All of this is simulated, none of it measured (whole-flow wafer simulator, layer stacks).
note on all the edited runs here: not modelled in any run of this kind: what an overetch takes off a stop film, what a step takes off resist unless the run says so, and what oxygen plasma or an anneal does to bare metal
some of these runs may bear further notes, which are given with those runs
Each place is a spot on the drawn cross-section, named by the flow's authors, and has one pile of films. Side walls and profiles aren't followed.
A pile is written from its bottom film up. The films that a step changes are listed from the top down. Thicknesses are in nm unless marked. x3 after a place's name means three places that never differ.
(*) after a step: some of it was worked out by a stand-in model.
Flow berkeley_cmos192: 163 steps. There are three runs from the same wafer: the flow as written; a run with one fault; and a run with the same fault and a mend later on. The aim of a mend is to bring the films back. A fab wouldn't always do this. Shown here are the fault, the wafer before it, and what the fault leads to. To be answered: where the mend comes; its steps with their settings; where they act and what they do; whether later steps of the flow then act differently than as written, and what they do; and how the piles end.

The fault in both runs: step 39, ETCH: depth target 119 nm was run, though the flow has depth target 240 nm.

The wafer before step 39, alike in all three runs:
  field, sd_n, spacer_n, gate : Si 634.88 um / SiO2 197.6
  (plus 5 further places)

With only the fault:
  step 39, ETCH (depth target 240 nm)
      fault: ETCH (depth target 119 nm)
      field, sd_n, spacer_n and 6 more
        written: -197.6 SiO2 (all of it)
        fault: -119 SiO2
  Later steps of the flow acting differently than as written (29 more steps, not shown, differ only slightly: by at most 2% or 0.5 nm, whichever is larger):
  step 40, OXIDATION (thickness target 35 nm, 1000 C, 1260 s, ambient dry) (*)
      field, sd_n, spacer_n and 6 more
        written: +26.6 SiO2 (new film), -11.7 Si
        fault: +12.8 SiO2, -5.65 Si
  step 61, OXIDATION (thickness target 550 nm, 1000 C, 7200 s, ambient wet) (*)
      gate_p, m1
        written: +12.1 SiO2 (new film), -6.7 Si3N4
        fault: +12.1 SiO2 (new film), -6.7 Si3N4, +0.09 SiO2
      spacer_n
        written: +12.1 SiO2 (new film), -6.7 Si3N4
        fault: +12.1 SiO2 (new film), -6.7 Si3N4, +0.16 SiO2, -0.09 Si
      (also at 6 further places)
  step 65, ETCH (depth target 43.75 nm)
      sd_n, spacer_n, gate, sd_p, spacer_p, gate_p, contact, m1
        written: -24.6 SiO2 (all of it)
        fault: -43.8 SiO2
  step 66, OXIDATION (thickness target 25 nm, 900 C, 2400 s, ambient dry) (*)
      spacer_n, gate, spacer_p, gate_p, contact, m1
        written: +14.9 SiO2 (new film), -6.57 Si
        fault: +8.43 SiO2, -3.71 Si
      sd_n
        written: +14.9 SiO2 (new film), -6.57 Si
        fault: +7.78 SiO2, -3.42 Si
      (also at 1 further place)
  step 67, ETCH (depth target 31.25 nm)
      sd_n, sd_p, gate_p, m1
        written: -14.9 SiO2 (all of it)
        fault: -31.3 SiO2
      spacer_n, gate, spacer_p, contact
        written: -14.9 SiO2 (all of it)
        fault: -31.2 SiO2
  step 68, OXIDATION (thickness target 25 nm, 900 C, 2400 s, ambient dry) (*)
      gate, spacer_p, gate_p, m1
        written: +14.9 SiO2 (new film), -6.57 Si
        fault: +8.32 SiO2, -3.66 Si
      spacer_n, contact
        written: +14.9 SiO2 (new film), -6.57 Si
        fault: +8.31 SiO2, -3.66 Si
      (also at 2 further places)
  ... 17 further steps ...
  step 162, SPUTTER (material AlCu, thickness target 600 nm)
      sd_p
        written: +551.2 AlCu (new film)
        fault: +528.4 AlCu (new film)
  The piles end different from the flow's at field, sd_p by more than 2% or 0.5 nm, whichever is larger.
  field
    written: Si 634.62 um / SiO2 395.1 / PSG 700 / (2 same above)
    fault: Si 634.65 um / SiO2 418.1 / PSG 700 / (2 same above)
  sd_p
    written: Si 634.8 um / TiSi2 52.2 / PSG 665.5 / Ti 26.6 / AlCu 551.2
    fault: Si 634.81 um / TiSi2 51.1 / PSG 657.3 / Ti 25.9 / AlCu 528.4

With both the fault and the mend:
  The mend follows step 39.
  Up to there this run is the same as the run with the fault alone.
  step 39a, ETCH (depth target 121 nm) (a further turn of the flow's step 39, with different settings)
      field, sd_n, spacer_n and 6 more
        -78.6 SiO2 (all of it)
  Later steps of the flow that are run all act as written at every place that is followed.
  At every place that both follow, the piles at the end match the flow's.
